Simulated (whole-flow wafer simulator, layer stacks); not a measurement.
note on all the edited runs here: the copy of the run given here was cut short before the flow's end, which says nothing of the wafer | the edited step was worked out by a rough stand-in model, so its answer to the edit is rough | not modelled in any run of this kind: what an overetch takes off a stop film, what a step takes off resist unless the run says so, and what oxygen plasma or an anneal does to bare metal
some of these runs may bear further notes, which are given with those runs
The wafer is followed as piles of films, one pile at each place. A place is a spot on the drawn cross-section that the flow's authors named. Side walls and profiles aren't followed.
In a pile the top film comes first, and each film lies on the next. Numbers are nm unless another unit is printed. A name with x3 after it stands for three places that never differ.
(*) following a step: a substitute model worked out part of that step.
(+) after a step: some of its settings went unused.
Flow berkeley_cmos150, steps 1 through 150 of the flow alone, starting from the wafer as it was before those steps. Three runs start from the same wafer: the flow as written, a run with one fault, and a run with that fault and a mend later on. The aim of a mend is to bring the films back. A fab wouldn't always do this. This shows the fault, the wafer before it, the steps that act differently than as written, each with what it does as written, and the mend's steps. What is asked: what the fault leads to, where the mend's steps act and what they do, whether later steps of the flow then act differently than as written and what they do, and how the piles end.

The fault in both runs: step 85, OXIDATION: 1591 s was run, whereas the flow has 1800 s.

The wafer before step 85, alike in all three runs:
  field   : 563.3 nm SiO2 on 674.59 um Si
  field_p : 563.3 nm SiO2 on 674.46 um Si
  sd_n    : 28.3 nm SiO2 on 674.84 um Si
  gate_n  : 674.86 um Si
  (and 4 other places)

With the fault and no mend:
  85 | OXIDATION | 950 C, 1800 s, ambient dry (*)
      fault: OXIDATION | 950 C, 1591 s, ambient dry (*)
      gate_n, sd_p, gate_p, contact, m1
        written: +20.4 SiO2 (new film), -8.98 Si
        fault: +18.9 SiO2 (new film), -8.33 Si
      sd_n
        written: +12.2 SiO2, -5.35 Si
        fault: +11 SiO2, -4.82 Si
  Later steps of the flow acting differently than as written (21 other steps are not shown; they differ only slightly, by no more than 2% or 0.5 nm, whichever is larger):
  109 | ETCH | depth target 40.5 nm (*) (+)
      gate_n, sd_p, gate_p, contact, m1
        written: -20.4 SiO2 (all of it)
        fault: -18.9 SiO2 (all of it)
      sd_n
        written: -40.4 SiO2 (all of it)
        fault: -39.2 SiO2 (all of it)
  The piles end only slightly different from the flow's at the places that both follow, by no more than 2% or 0.5 nm, whichever is larger.

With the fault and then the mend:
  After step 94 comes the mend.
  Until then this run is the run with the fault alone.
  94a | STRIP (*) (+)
      field_p
        -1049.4 KrF resist (all of it)
      sd_p
        -1273.8 KrF resist (all of it)
      gate_p
        -1248.6 KrF resist (all of it)
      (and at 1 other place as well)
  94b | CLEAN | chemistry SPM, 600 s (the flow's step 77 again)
      leaves every film unchanged at each place that is followed
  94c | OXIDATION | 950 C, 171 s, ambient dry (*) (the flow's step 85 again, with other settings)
      gate_n, sd_p, gate_p, contact, m1
        +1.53 SiO2, -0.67 Si
      field, field_p
        +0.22 SiO2, -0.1 Si
      sd_n
        +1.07 SiO2, -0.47 Si
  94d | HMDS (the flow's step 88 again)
      leaves every film unchanged at each place that is followed
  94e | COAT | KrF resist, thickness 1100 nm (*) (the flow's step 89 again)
      field
        +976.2 KrF resist (new film)
      field_p
        +1087.8 KrF resist (new film)
      sd_n
        +1243 KrF resist (new film)
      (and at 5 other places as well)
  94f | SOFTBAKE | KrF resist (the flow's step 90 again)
      leaves every film unchanged at each place that is followed
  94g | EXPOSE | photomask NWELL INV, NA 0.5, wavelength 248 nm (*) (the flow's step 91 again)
      leaves every film unchanged at each place that is followed
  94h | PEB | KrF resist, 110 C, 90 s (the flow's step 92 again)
      field
        -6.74 KrF resist
      field_p
        -7.53 KrF resist
      sd_n
        -8.63 KrF resist
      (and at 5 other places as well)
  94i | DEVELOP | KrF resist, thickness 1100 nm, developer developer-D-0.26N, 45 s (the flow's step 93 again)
      field_p, sd_p, gate_p, m1
        -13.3 KrF resist
      field
        -969.5 KrF resist (all of it)
      sd_n
        -1234.4 KrF resist (all of it)
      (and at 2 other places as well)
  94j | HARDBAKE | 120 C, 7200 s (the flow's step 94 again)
      field_p
        -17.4 KrF resist
      sd_p
        -21.4 KrF resist
      gate_p
        -20.9 KrF resist
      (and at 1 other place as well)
  None of the later steps of the flow differs from how it acts as written, at any place that is followed, by more than 2% or 0.5 nm, whichever is larger.
  The piles end only slightly different from the flow's at the places that both follow, by no more than 2% or 0.5 nm, whichever is larger.
